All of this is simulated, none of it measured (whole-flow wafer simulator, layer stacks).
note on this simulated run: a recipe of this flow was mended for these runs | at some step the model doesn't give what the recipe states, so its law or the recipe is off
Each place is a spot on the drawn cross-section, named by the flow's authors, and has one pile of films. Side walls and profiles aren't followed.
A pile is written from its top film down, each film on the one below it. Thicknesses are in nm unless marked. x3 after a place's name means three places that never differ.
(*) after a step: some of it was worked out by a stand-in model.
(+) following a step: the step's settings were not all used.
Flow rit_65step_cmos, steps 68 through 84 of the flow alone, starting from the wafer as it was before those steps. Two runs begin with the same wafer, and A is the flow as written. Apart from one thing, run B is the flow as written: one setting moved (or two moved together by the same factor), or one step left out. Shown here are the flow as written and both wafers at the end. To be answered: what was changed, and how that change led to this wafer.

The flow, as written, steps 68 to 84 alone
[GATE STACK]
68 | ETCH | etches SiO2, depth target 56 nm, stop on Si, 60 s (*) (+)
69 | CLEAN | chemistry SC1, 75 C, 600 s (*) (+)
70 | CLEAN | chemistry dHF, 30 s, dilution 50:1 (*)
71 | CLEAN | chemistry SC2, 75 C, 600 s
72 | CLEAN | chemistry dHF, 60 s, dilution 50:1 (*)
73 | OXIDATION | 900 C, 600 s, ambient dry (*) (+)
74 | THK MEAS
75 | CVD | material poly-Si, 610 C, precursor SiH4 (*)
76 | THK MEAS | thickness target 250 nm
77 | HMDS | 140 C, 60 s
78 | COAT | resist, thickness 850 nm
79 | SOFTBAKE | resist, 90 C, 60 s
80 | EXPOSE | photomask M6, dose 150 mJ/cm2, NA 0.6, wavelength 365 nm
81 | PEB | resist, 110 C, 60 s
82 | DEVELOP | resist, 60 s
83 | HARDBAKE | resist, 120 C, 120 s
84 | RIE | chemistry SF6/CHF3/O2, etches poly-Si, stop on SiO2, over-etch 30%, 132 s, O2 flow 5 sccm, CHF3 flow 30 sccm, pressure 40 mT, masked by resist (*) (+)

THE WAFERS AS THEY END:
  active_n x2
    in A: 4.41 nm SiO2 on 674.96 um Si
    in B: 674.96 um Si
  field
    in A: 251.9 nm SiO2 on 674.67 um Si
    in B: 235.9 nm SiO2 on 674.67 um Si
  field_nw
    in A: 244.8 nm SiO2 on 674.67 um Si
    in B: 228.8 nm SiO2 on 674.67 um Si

The reason: step 75, CVD: 587 C was run, while the flow as written has 610 C.

How this came from the change, step by step:
  75 | CVD | material poly-Si, 610 C, precursor SiH4 (*)
      field, field_pw, field_nw and 11 more: A poly-Si gains 250 (new film) | B poly-Si gains 157.1 (new film)
  84 | RIE | chemistry SF6/CHF3/O2, etches poly-Si, stop on SiO2, over-etch 30%, 132 s, O2 flow 5 sccm, CHF3 flow 30 sccm, pressure 40 mT, masked by resist (*) (+)
      active_n x2, spacer, spacer_p, sd_n, sd_p, contact, m1: A poly-Si loses 250 (all of it), SiO2 loses 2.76 | B poly-Si loses 157.1 (all of it), SiO2 loses 7.17 (all of it)
      field, field_pw, field_nw, field_p: A poly-Si loses 250 (all of it), SiO2 loses 2.76 | B poly-Si loses 157.1 (all of it), SiO2 loses 18.8
